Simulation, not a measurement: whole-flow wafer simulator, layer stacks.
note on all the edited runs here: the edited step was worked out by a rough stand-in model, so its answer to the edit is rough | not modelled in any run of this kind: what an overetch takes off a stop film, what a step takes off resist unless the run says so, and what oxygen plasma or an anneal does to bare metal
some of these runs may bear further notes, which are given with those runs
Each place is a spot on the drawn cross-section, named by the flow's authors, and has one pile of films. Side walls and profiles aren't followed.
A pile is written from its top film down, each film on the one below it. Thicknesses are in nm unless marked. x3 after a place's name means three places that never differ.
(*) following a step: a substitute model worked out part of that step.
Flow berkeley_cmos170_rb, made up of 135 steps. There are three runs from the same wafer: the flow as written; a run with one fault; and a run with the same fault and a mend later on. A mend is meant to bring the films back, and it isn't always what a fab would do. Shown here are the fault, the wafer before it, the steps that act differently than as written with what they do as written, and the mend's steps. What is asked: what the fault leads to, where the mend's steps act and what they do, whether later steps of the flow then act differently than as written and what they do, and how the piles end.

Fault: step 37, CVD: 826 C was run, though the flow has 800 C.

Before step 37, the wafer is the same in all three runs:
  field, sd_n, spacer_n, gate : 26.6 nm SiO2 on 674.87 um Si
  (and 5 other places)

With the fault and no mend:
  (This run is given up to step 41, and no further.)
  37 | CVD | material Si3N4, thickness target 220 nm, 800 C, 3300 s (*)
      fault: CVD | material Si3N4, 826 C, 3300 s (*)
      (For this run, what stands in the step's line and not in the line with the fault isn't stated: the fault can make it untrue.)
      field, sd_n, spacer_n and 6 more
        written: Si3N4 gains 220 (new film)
        fault: Si3N4 gains 300.1 (new film)
  Every later step of the flow up to step 41 that is run acts as written at every place that is followed.
  The piles after step 41 differ from the flow's at field, sd_n, spacer_n and 6 more by more than 2% or 0.5 nm, whichever is larger.
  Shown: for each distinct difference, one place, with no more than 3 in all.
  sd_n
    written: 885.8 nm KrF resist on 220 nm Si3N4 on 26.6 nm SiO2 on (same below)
    fault: 885.8 nm KrF resist on 300.1 nm Si3N4 on 26.6 nm SiO2 on (same below)
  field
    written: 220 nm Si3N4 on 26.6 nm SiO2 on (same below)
    fault: 300.1 nm Si3N4 on 26.6 nm SiO2 on (same below)

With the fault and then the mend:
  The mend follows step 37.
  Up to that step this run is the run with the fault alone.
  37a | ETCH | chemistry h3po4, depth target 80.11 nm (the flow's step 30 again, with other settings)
      field, sd_n, spacer_n and 6 more
        Si3N4 loses 80.1
  Every later step of the flow that is run acts as written at every place that is followed.
  At every place that both follow, the piles at the end match the flow's.
